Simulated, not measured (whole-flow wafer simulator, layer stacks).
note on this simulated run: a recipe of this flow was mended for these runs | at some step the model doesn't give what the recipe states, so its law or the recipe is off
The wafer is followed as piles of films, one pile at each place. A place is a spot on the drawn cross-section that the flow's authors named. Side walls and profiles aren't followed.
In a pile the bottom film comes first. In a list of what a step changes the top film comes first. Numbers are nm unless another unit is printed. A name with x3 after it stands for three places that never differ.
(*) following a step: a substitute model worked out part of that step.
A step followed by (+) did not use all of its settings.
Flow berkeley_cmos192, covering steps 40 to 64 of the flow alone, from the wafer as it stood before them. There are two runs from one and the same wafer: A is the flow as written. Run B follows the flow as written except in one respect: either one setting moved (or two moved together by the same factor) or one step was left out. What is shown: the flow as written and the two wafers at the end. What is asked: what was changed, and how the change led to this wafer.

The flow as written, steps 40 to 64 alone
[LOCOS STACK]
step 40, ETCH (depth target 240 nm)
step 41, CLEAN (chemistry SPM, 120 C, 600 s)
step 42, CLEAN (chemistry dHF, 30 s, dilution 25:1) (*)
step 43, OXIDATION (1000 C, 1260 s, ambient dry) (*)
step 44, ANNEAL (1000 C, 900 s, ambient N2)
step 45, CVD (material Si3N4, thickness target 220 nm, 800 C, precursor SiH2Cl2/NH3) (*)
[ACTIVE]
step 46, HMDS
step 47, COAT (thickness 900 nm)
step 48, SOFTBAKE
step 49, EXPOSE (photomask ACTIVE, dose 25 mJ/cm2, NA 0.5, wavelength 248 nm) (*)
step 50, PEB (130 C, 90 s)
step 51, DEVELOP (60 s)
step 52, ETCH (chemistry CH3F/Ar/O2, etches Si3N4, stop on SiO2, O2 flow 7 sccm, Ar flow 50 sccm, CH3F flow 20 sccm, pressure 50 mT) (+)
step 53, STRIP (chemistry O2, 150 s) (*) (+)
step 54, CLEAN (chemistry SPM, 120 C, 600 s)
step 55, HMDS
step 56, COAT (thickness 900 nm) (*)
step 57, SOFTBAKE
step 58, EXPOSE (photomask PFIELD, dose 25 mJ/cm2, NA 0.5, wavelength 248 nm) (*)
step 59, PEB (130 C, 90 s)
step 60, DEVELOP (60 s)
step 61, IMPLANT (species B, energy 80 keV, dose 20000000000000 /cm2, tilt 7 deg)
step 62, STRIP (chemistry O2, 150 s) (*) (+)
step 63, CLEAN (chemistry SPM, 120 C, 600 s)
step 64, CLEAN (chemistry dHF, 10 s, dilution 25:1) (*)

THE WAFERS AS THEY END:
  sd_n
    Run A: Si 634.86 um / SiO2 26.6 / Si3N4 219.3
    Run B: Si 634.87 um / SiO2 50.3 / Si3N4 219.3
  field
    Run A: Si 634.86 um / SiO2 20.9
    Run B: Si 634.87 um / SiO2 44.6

Cause: step 40, ETCH: depth target 160 nm was run, whereas the flow has depth target 240 nm.

How this came from the change, step by step:
  step 40, ETCH (depth target 240 nm)
      field, sd_n, spacer_n and 6 more: A SiO2 loses 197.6 (all of it) | B SiO2 loses 160
  step 41, CLEAN (chemistry SPM, 120 C, 600 s)
      field, sd_n, spacer_n and 6 more: A chemical SiO2 gains 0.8 (new film), Si loses 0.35 | B nothing
  step 42, CLEAN (chemistry dHF, 30 s, dilution 25:1) (*)
      field, sd_n, spacer_n and 6 more: A chemical SiO2 loses 0.8 (all of it) | B SiO2 loses 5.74
  step 43, OXIDATION (1000 C, 1260 s, ambient dry) (*)
      field, sd_n, spacer_n and 6 more: A SiO2 gains 26.6 (new film), Si loses 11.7 | B SiO2 gains 18.3, Si loses 8.07
